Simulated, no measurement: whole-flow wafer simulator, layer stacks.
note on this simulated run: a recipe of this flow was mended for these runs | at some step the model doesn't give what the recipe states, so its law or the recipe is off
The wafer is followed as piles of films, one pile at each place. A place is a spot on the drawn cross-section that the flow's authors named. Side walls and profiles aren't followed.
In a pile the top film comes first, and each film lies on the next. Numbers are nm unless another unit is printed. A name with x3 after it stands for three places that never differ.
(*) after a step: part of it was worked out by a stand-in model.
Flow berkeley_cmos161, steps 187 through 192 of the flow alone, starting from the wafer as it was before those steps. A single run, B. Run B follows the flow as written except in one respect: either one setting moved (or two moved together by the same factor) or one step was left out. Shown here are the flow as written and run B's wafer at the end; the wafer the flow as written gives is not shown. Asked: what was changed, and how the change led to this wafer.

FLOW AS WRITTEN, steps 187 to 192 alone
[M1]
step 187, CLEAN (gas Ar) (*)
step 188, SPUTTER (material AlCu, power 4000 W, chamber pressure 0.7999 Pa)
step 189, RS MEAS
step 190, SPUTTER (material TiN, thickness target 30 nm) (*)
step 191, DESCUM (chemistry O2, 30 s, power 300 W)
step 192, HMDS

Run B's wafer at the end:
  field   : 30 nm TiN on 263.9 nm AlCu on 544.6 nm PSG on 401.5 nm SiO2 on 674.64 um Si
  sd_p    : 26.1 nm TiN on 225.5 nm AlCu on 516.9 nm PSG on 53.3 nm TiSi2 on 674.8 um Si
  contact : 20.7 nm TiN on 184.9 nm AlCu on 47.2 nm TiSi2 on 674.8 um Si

What caused this: step 188, SPUTTER: chamber pressure 0.8959 Pa was run, whereas the flow has chamber pressure 0.7999 Pa.

Step by step, how the change led to this:
  step 188, SPUTTER (material AlCu, power 4000 W, chamber pressure 0.7999 Pa)
      field, sd_n, spacer_n, gate_n, spacer_p, gate_p, m1: +263.9 AlCu (new film) (it would be, as written: +275.8 AlCu (new film))
      sd_p: +225.5 AlCu (new film) (it would be, as written: +235.4 AlCu (new film))
      (and at 1 other place as well)
